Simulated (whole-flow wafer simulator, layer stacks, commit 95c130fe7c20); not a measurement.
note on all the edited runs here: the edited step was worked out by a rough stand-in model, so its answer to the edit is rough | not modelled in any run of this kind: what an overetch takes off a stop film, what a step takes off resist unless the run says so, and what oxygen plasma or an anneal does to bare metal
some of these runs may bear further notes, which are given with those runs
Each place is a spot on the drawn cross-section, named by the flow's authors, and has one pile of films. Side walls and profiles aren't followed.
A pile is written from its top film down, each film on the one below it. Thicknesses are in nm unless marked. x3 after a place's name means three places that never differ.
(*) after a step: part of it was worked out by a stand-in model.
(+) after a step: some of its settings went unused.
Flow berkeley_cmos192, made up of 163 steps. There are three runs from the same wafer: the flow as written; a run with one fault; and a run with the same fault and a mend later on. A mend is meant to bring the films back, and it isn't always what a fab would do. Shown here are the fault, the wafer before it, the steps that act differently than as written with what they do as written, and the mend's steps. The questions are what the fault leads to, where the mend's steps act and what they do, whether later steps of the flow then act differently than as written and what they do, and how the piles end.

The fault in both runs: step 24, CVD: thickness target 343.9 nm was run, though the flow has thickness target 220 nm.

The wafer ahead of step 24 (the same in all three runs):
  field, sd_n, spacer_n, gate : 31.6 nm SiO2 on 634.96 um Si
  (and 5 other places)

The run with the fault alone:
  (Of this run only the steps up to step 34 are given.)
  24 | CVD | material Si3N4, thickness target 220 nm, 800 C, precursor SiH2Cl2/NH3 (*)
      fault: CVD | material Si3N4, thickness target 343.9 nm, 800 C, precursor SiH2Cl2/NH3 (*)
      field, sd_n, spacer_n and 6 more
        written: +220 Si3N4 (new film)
        fault: +343.9 Si3N4 (new film)
  Steps further on in the flow that do not act as written:
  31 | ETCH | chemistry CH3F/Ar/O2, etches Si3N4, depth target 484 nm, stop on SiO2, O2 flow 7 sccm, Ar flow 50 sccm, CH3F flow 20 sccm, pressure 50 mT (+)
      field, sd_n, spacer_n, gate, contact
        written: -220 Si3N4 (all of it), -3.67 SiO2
        fault: -343.9 Si3N4 (all of it), -3.67 SiO2
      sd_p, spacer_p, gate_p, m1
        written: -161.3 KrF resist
        fault: -243.9 KrF resist
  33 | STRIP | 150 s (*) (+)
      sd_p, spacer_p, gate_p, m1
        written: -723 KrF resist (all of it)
        fault: -640.4 KrF resist (all of it)
  Once step 34 is done, the piles at sd_p, spacer_p, gate_p, m1 depart from the flow's by more than 2% or 0.5 nm, whichever is larger.
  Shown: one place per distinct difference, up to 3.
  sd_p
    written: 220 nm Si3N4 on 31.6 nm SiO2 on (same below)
    fault: 343.9 nm Si3N4 on 31.6 nm SiO2 on (same below)

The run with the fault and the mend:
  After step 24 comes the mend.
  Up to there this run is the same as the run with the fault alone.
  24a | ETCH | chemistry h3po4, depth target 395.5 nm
      field, sd_n, spacer_n and 6 more
        -343.9 Si3N4 (all of it)
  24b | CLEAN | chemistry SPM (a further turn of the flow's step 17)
      does not change any film at any place that is followed
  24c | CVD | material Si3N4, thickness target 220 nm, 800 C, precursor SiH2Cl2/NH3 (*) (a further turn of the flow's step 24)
      field, sd_n, spacer_n and 6 more
        +220 Si3N4 (new film)
  None of the later steps of the flow acts differently than as written at any place that is followed.
  At every place that both follow, the piles at the end match the flow's.
